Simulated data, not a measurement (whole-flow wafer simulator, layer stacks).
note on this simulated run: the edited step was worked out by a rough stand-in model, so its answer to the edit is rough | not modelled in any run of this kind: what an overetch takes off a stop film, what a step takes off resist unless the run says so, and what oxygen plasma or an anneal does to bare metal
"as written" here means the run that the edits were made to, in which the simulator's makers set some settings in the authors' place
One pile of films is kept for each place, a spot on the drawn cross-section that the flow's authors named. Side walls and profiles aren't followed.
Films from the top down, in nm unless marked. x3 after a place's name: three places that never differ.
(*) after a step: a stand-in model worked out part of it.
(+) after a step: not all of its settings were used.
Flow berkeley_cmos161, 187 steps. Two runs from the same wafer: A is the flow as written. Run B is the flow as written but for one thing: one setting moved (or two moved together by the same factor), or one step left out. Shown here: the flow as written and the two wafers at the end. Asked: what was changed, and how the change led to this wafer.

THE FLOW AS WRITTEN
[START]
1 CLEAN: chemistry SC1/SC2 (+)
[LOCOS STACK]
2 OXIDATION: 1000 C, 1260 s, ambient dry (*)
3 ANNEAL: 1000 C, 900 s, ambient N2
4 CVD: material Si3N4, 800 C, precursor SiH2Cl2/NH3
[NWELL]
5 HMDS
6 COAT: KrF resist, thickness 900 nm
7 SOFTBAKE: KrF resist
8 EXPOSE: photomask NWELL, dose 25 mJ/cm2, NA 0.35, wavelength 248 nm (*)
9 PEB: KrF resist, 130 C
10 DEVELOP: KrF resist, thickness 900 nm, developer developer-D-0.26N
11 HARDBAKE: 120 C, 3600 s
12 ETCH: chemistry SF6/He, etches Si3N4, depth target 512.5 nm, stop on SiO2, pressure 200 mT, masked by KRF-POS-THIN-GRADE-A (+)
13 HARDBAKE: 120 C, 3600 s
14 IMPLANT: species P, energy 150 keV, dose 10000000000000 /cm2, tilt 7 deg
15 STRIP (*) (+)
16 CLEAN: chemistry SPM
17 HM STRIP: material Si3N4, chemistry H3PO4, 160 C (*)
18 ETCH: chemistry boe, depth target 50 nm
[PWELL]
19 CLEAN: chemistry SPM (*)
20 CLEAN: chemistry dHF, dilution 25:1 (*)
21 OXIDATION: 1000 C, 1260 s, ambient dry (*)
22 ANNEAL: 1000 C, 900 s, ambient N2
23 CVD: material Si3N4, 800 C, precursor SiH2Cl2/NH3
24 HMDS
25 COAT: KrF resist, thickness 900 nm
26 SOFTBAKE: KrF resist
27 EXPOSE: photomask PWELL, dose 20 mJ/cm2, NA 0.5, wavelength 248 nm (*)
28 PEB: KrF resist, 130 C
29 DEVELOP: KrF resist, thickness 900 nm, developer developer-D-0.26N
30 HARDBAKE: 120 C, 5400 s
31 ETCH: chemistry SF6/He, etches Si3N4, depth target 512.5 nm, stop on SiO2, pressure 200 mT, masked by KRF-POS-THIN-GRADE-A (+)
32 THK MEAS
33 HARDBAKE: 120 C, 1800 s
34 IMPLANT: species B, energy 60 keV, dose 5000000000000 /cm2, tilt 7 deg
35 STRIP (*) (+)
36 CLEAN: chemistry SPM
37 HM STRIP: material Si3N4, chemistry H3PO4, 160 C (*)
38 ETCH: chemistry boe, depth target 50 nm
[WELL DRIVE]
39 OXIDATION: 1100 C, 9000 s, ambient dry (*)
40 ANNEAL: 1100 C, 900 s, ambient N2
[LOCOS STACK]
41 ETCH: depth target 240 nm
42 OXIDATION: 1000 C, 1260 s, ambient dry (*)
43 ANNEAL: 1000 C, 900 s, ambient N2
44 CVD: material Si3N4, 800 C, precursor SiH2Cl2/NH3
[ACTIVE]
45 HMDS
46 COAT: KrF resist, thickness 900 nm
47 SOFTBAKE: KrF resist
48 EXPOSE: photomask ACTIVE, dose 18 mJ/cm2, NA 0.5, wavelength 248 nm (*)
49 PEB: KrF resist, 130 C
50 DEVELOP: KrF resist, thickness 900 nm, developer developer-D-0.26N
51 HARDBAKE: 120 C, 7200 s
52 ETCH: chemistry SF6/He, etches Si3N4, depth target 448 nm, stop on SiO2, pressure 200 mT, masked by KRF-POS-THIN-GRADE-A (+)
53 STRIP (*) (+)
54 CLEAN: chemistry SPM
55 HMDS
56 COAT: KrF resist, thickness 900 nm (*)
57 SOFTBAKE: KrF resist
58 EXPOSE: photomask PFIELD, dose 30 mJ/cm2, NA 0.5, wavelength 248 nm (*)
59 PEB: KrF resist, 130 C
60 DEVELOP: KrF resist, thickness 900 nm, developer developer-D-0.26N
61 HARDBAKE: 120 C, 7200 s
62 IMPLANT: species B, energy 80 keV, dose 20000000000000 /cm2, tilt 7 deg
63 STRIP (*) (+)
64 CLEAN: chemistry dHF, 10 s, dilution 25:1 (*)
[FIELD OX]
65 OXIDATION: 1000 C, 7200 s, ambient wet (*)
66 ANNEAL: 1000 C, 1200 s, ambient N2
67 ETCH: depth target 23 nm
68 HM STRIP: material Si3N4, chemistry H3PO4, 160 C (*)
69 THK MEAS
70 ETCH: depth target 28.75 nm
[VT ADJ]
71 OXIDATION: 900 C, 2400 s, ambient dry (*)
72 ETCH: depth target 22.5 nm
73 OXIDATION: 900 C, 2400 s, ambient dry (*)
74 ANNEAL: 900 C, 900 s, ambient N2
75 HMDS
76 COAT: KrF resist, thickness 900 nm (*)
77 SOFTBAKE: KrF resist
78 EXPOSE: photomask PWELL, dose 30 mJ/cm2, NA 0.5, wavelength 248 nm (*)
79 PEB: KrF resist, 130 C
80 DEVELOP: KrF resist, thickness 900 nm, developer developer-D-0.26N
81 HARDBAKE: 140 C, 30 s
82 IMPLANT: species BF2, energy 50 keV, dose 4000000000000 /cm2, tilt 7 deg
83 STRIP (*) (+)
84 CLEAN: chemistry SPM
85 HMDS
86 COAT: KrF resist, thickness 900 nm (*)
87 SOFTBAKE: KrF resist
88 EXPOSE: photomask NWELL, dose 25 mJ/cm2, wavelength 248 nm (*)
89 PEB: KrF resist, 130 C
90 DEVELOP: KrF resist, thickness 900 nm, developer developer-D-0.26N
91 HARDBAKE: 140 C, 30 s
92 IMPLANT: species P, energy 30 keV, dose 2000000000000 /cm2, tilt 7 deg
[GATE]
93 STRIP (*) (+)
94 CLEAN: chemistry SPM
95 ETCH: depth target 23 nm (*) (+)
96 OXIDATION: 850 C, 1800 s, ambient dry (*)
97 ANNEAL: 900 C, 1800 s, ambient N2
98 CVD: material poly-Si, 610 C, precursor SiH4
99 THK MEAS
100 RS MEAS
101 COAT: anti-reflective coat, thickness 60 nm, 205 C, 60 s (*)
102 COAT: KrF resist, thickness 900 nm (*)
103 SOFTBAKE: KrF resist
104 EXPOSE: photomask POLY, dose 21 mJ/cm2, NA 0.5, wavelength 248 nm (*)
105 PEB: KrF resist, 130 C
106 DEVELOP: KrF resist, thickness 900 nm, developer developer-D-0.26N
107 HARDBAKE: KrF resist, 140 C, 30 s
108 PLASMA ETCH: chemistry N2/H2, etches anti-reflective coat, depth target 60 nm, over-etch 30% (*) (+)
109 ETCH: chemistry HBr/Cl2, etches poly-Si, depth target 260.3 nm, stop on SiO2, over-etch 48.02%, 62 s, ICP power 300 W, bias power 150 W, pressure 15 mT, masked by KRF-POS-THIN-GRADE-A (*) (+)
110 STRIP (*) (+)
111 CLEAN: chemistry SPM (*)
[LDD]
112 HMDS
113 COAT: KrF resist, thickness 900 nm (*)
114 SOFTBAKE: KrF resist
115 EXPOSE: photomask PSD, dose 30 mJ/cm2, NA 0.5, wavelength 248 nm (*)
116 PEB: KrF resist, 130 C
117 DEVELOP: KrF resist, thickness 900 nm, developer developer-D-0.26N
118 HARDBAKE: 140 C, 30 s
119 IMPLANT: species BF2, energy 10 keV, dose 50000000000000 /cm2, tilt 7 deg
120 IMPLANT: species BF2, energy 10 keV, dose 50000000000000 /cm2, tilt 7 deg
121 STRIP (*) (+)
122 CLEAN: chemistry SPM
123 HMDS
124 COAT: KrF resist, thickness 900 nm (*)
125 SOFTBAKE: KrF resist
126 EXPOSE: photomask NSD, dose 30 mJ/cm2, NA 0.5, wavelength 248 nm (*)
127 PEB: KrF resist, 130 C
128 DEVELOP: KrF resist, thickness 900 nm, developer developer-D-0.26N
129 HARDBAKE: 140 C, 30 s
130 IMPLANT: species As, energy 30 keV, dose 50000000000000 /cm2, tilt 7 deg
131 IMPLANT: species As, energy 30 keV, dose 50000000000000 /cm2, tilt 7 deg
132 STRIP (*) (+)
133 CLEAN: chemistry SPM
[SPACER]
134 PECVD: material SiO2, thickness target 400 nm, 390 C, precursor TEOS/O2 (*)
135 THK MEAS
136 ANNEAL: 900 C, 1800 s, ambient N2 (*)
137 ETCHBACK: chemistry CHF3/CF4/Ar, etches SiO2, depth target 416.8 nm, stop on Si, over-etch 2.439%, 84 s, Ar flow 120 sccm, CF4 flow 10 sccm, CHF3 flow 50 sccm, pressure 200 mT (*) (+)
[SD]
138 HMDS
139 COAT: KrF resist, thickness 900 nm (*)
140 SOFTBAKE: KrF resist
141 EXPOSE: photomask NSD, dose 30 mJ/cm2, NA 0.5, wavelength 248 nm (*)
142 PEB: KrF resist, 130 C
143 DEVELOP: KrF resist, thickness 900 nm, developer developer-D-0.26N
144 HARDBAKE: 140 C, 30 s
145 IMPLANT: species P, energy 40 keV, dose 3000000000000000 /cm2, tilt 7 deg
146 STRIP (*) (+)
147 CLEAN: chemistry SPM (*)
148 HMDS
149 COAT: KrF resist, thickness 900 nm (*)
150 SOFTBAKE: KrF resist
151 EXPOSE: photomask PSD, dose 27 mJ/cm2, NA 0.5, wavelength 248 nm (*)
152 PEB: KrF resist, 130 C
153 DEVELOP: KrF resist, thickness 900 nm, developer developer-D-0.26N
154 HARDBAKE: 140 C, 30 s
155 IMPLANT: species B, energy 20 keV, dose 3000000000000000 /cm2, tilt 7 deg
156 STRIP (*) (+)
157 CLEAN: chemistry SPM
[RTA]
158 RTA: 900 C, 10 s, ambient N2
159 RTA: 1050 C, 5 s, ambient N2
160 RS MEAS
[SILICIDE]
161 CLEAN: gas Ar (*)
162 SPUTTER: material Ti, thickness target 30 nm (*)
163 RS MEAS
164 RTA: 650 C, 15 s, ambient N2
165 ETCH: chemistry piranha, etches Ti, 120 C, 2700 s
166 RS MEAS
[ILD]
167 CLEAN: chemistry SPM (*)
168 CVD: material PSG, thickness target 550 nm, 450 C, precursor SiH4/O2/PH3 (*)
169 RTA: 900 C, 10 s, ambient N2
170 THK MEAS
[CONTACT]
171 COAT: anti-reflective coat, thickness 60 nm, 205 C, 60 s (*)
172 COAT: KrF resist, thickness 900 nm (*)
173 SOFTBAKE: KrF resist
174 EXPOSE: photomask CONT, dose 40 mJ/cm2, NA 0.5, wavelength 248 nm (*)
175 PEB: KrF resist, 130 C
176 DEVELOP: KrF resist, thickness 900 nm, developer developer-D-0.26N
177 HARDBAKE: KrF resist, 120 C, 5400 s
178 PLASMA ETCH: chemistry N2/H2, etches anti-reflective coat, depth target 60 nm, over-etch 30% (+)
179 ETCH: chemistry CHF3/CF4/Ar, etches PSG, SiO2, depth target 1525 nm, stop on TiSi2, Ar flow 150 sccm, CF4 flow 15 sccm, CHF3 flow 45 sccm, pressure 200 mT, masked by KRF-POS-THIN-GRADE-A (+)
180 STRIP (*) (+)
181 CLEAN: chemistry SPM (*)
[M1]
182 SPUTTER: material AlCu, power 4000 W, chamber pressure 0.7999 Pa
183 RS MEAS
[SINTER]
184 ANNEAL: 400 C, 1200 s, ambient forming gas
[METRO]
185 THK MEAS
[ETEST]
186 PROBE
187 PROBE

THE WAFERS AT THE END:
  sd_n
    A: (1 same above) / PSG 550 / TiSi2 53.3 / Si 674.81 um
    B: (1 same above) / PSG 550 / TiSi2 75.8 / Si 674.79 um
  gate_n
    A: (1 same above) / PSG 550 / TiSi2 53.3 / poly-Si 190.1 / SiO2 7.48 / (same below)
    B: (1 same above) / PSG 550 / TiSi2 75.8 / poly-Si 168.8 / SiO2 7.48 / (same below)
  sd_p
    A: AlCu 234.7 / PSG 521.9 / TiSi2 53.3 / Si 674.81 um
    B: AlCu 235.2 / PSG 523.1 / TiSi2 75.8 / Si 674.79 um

The cause: step 162, SPUTTER: thickness target 45 nm was run, where the flow has thickness target 30 nm.

How the change led to this, step by step:
  162 SPUTTER: material Ti, thickness target 30 nm (*)
      field, sd_n, spacer_n and 6 more: A Ti +30 (new film) | B Ti +45 (new film)
  164 RTA: 650 C, 15 s, ambient N2
      sd_n, sd_p, contact, m1: A Ti -23.4, TiSi first +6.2 (new film), TiSi2 C49 +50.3 (new film), Si -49 | B Ti -32.8, TiSi first +33.4 (new film), TiSi2 C49 +33.6 (new film), Si -52.2
      gate_n, gate_p: A Ti -23.4, TiSi first +6.2 (new film), TiSi2 C49 +50.3 (new film), poly-Si -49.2 | B Ti -32.8, TiSi first +33.4 (new film), TiSi2 C49 +33.6 (new film), poly-Si -52.4
  165 ETCH: chemistry piranha, etches Ti, 120 C, 2700 s
      sd_n, gate_n, sd_p, gate_p, contact, m1: A Ti -6.6 (all of it), TiSi first -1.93 | B Ti -12.2 (all of it), TiSi first -1.93
      field, spacer_n, spacer_p: A Ti -30 (all of it) | B Ti -45 (all of it)
  169 RTA: 900 C, 10 s, ambient N2
      sd_n, sd_p, contact, m1: A under 1 film: TiSi2 +53.3 (new film), TiSi first -4.27 (all of it), TiSi2 C49 -50.3 (all of it), Si -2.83 | B under 1 film: TiSi2 +75.8 (new film), TiSi first -31.5 (all of it), TiSi2 C49 -33.6 (all of it), Si -20.9
      gate_n, gate_p: A under 1 film: TiSi2 +53.3 (new film), TiSi first -4.27 (all of it), TiSi2 C49 -50.3 (all of it), poly-Si -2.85 | B under 1 film: TiSi2 +75.8 (new film), TiSi first -31.5 (all of it), TiSi2 C49 -33.6 (all of it), poly-Si -21
